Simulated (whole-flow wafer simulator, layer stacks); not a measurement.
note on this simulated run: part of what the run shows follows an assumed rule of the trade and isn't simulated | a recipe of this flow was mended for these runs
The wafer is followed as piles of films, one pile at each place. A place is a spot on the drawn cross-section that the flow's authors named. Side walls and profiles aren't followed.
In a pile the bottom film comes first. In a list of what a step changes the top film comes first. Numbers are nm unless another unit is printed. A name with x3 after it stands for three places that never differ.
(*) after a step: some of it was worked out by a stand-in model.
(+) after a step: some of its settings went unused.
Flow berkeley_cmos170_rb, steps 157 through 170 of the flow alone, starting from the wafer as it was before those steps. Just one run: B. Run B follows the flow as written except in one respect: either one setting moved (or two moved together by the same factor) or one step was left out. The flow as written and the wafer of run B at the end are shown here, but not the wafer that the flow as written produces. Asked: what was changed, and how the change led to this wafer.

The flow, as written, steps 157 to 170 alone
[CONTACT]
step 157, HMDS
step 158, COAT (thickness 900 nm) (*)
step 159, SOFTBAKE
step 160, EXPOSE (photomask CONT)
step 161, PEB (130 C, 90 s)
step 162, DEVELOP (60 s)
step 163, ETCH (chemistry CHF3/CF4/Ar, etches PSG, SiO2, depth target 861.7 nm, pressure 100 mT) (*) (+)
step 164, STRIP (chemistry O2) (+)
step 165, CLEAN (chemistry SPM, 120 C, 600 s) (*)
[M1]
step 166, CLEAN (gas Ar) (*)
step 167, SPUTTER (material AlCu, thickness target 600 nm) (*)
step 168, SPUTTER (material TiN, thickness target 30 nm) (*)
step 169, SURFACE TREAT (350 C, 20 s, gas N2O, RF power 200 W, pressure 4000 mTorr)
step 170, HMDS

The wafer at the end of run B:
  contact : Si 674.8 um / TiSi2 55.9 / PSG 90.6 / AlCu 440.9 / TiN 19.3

The reason: step 163, ETCH: depth target 604 nm was run, while the flow as written has depth target 861.7 nm.

Step by step, how the change led to this:
  step 163, ETCH (chemistry CHF3/CF4/Ar, etches PSG, SiO2, depth target 861.7 nm, pressure 100 mT) (*) (+)
      contact: -604 PSG (as written it would have been: -700 PSG (all of it), -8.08 TiSi2)
      field, sd_n, spacer_n, gate, sd_p, spacer_p, gate_p, m1: -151 KrF-resist (as written it would have been: -215.4 KrF-resist)
  step 164, STRIP (chemistry O2) (+)
      field: -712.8 KrF-resist (all of it) (as written it would have been: -648.4 KrF-resist (all of it))
      sd_n: -836.9 KrF-resist (all of it) (as written it would have been: -772.5 KrF-resist (all of it))
      (also at 6 further places)
  step 166, CLEAN (gas Ar) (*)
      contact: -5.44 PSG (as written it would have been: -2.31 TiSi2)
  step 167, SPUTTER (material AlCu, thickness target 600 nm) (*)
      contact: +440.9 AlCu (new film) (as written it would have been: +415.5 AlCu (new film))
  step 168, SPUTTER (material TiN, thickness target 30 nm) (*)
      contact: +19.3 TiN (new film) (as written it would have been: +16.3 TiN (new film))
